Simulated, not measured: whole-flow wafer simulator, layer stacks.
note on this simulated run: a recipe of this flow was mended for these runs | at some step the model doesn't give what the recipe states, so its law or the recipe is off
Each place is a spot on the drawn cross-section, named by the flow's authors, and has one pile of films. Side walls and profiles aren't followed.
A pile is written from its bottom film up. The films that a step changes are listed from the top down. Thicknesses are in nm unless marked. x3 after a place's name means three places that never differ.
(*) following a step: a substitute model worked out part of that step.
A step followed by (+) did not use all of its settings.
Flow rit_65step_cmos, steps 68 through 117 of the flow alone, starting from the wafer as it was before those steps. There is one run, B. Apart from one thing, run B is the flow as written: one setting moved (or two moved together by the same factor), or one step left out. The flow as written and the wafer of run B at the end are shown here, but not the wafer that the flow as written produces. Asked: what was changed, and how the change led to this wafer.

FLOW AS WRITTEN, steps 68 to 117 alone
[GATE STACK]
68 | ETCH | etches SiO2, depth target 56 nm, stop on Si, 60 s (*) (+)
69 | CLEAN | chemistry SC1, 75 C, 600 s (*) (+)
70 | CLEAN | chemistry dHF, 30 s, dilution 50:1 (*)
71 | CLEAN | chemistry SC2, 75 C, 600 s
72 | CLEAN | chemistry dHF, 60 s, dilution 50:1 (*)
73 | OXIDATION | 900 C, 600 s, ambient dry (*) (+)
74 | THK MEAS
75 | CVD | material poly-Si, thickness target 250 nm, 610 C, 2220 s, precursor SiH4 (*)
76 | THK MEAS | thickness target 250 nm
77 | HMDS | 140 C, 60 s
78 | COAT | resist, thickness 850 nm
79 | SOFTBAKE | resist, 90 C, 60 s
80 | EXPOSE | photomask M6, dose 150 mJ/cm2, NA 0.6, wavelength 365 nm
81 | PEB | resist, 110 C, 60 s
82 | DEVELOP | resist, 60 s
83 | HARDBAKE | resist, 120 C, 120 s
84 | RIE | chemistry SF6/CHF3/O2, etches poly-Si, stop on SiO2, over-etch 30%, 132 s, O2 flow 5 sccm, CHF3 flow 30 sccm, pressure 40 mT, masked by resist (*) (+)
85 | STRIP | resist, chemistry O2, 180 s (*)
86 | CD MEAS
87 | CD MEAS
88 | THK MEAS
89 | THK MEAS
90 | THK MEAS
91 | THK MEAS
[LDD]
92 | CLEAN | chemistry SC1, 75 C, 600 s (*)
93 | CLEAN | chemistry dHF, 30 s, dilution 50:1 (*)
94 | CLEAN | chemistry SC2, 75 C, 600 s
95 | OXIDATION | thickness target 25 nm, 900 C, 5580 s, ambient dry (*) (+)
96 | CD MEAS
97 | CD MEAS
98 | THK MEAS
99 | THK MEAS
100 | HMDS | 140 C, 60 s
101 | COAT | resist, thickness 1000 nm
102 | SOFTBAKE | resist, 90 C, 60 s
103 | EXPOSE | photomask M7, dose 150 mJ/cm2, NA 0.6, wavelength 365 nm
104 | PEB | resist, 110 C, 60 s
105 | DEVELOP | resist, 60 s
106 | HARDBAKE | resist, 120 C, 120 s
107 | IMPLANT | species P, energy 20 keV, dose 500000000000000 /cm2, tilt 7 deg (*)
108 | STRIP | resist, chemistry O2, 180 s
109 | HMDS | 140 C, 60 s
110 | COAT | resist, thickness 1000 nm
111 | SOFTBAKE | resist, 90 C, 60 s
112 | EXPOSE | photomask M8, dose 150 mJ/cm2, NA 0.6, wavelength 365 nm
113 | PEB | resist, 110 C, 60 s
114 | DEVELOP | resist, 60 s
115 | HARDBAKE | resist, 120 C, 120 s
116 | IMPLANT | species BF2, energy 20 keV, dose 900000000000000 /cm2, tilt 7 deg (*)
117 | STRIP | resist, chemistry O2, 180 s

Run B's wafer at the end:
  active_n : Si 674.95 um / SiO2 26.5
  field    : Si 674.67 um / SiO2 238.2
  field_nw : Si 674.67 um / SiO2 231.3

What caused this: step 75, CVD: thickness target 160 nm was run, though the flow has thickness target 250 nm; step 75, CVD: 1421 s was run, where the flow has 2220 s.

The path from the change to this, step by step:
  75 | CVD | material poly-Si, thickness target 250 nm, 610 C, 2220 s, precursor SiH4 (*)
      field, field_pw, field_nw and 11 more: +160 poly-Si (new film) (as written it would have been: +250 poly-Si (new film))
  84 | RIE | chemistry SF6/CHF3/O2, etches poly-Si, stop on SiO2, over-etch 30%, 132 s, O2 flow 5 sccm, CHF3 flow 30 sccm, pressure 40 mT, masked by resist (*) (+)
      active_n, active_p, spacer, spacer_p, sd_n, sd_p, contact, m1: -160 poly-Si (all of it), -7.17 SiO2 (all of it) (as written it would have been: -250 poly-Si (all of it), -2.76 SiO2)
      field, field_pw, field_nw, field_p: -160 poly-Si (all of it), -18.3 SiO2 (as written it would have been: -250 poly-Si (all of it), -2.76 SiO2)
  85 | STRIP | resist, chemistry O2, 180 s (*)
      active_n, active_p, spacer, spacer_p, sd_n, sd_p, contact, m1: +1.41 chemical SiO2 (new film), -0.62 Si (as written it would have been: nothing)
  92 | CLEAN | chemistry SC1, 75 C, 600 s (*)
      active_n, active_p, spacer, spacer_p, sd_n, sd_p, contact, m1: -0.81 chemical SiO2, -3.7 Si (as written it would have been: -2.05 SiO2)
  93 | CLEAN | chemistry dHF, 30 s, dilution 50:1 (*)
      active_n, active_p, spacer, spacer_p, sd_n, sd_p, contact, m1: -0.6 chemical SiO2 (all of it) (as written it would have been: -2.36 SiO2 (all of it))
  101 | COAT | resist, thickness 1000 nm
      gate_n, gate_p: +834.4 resist (new film) (as written it would have been: +754.9 resist (new film))
  104 | PEB | resist, 110 C, 60 s
      gate_n, gate_p: -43 resist (as written it would have been: -38.8 resist)
  105 | DEVELOP | resist, 60 s
      gate_n: -791.4 resist (all of it) (as written it would have been: -716.2 resist (all of it))
  106 | HARDBAKE | resist, 120 C, 120 s
      gate_p: -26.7 resist (as written it would have been: -23.9 resist)
  108 | STRIP | resist, chemistry O2, 180 s
      gate_p: -764.7 resist (all of it) (as written it would have been: -692.2 resist (all of it))
  110 | COAT | resist, thickness 1000 nm
      gate_n, gate_p: +834.4 resist (new film) (as written it would have been: +754.9 resist (new film))
  113 | PEB | resist, 110 C, 60 s
      gate_n, gate_p: -43 resist (as written it would have been: -38.8 resist)
  114 | DEVELOP | resist, 60 s
      gate_p: -791.4 resist (all of it) (as written it would have been: -716.1 resist (all of it))
  115 | HARDBAKE | resist, 120 C, 120 s
      gate_n: -26.7 resist (as written it would have been: -23.9 resist)
  117 | STRIP | resist, chemistry O2, 180 s
      gate_n: -764.7 resist (all of it) (as written it would have been: -692.2 resist (all of it))
